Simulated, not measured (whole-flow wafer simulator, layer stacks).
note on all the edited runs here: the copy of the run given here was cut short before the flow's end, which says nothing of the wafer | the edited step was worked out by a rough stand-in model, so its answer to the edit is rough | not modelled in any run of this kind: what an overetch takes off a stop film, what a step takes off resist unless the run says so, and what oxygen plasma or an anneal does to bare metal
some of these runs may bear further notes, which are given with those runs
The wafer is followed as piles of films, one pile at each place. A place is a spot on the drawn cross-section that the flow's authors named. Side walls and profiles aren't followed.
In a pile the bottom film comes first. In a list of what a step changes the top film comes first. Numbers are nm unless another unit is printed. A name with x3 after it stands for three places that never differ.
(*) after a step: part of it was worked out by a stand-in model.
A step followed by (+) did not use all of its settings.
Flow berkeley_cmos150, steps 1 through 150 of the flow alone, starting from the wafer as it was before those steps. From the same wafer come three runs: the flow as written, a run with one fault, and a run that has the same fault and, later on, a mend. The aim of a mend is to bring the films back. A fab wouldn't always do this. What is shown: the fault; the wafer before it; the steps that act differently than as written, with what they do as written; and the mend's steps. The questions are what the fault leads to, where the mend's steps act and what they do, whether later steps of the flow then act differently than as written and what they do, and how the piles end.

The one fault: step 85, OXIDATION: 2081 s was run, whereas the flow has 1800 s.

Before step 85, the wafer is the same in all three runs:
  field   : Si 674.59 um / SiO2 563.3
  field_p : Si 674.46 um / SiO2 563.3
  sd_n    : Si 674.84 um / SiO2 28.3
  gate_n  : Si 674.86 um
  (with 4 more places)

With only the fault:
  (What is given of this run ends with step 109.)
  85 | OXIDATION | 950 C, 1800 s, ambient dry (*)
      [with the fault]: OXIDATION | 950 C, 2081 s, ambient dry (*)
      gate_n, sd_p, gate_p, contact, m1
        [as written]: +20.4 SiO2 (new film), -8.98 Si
        [with the fault]: +22.3 SiO2 (new film), -9.82 Si
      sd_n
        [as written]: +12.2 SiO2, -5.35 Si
        [with the fault]: +13.8 SiO2, -6.05 Si
  Steps further on in the flow that do not act as written (8 more steps, not shown, differ only slightly: by at most 2% or 0.5 nm, whichever is larger):
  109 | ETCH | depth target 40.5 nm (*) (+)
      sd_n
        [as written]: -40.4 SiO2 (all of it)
        [with the fault]: -40.5 SiO2
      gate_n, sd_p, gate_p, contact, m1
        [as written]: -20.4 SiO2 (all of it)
        [with the fault]: -22.3 SiO2 (all of it)
  Once step 109 is done, the piles at sd_n depart from the flow's by more than 2% or 0.5 nm, whichever is larger.
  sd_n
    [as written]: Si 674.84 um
    [with the fault]: Si 674.84 um / SiO2 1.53

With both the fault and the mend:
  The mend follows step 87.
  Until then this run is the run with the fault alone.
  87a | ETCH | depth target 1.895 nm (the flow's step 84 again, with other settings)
      field, field_p, sd_n, gate_n, sd_p, gate_p, contact, m1
        -1.89 SiO2
  None of the later steps of the flow differs from how it acts as written, at any place that is followed, by more than 2% or 0.5 nm, whichever is larger.
  When the end is reached, the piles differ only a little from the flow's at the places that both follow, at most by 2% or 0.5 nm, whichever is larger.
